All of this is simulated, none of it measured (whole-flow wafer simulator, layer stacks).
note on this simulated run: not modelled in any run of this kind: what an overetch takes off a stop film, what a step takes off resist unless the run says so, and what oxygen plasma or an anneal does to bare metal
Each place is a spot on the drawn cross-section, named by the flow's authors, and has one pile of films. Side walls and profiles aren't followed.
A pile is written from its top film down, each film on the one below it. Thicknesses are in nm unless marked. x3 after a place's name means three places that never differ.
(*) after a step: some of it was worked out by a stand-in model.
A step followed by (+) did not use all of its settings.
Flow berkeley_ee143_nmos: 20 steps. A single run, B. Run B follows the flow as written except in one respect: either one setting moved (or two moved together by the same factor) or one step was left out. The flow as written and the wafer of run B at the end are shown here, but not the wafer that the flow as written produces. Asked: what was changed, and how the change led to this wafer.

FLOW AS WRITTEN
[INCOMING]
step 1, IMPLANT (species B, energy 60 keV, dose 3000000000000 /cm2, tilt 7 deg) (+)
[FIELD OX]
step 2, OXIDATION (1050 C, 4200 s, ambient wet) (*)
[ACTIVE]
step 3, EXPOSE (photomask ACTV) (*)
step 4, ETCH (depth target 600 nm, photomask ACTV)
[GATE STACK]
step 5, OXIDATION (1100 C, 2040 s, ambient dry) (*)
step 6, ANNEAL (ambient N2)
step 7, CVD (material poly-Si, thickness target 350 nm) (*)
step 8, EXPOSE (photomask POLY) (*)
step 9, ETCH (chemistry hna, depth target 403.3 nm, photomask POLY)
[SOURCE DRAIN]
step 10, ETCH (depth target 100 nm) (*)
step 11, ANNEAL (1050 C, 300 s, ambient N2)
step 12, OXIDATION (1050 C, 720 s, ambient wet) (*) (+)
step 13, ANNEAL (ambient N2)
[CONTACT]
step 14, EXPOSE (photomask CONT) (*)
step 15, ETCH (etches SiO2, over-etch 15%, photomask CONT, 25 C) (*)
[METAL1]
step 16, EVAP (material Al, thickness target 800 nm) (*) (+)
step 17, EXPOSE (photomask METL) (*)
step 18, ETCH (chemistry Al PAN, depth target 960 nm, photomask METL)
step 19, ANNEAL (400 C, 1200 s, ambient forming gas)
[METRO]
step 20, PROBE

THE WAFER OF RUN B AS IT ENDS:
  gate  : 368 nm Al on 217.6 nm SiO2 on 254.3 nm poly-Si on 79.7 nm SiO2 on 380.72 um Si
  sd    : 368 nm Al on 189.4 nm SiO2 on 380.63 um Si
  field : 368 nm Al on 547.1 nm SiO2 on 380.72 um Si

What caused this: step 18, ETCH: depth target 432 nm was run, though the flow has depth target 960 nm.

The path from the change to this, step by step:
  step 18, ETCH (chemistry Al PAN, depth target 960 nm, photomask METL)
      gate, sd, field: -432 Al (it would be, as written: -800 Al (all of it))
Taking metal films that touch as one body, gate has 1 body; the flow as written gives 0 bodies.
Taking metal films that touch as one body, sd has 1 body; the flow as written gives 0 bodies.
Taking metal films that touch as one body, field has 1 body; the flow as written gives 0 bodies.
